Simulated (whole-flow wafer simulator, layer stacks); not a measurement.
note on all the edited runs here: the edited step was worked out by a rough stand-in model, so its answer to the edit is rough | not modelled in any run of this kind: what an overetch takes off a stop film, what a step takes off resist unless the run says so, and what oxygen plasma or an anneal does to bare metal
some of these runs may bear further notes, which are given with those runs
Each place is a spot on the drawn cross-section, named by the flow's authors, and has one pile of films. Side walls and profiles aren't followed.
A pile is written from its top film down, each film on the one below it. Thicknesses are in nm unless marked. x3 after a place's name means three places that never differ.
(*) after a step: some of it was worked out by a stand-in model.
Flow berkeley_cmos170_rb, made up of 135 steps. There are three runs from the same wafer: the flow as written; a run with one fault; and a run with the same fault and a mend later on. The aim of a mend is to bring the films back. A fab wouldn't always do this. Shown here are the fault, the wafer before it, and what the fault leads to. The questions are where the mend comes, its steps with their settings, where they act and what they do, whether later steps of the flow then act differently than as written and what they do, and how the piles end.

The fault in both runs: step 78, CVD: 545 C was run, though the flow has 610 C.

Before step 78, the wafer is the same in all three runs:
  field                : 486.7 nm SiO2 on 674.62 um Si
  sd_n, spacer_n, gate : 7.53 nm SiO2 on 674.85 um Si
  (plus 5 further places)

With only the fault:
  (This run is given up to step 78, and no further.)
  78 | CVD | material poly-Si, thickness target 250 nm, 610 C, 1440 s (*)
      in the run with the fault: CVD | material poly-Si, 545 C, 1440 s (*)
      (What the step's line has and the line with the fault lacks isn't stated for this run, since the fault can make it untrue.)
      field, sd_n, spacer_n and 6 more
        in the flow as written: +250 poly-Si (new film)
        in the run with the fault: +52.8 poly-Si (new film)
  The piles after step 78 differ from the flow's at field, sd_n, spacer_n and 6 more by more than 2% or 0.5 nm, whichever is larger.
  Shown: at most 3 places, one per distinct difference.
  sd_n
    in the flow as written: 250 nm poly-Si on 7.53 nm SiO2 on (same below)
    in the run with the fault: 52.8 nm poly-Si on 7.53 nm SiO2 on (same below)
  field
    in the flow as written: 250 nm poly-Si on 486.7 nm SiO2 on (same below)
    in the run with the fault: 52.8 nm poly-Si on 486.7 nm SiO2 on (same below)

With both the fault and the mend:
  The mend follows step 78.
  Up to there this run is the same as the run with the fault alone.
  78a | ETCH | chemistry tmah, depth target 60.71 nm
      field, sd_n, spacer_n and 6 more
        -52.8 poly-Si (all of it)
  78b | CLEAN (*) (the flow's step 74, run once more)
      alters no film at any place that is followed
  78c | CVD | material poly-Si, thickness target 250 nm, 610 C, 1440 s (*) (the flow's step 78, run once more)
      field, sd_n, spacer_n and 6 more
        +250 poly-Si (new film)
  Every later step of the flow that is run acts as written, at every place that is followed, to within 2% or 0.5 nm, whichever is larger.
  The piles end the same as the flow's at every place that both follow.
